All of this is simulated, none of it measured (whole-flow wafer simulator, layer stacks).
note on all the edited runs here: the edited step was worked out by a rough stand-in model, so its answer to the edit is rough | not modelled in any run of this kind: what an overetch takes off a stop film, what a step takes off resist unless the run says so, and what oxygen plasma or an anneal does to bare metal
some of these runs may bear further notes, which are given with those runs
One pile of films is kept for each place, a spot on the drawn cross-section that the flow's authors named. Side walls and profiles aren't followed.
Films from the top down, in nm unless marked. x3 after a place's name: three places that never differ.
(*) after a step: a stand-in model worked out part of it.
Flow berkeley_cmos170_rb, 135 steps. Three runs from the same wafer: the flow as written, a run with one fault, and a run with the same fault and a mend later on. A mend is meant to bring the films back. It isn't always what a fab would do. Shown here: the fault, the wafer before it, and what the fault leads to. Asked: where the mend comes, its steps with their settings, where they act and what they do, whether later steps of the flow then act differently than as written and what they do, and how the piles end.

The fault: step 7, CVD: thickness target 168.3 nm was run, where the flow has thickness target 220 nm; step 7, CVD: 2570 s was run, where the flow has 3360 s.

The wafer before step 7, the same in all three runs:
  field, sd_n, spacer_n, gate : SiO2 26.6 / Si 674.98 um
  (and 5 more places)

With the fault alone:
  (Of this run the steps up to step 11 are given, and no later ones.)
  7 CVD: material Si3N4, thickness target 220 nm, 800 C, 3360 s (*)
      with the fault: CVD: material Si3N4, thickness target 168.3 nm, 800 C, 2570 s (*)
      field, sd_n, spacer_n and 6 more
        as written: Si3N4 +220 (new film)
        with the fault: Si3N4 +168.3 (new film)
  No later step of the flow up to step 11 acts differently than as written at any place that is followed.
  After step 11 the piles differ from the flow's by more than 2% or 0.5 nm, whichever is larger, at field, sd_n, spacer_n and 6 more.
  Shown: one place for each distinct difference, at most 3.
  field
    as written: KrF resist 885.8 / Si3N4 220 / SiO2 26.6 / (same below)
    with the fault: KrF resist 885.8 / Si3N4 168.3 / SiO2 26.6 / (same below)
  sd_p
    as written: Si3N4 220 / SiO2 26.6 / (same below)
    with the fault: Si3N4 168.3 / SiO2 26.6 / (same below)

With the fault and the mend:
  The mend comes after step 7.
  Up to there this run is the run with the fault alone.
  7a ETCH: chemistry h3po4, depth target 193.2 nm
      field, sd_n, spacer_n and 6 more
        Si3N4 -168.3 (all of it)
  7b CLEAN (*) (the flow's step 1 once more)
      changes no film at any place that is followed
  7c CVD: material Si3N4, thickness target 220 nm, 800 C, 3360 s (*) (the flow's step 7 once more)
      field, sd_n, spacer_n and 6 more
        Si3N4 +220 (new film)
  No later step of the flow acts differently than as written at any place that is followed.
  At the end the piles are the same as the flow's at every place that both follow.
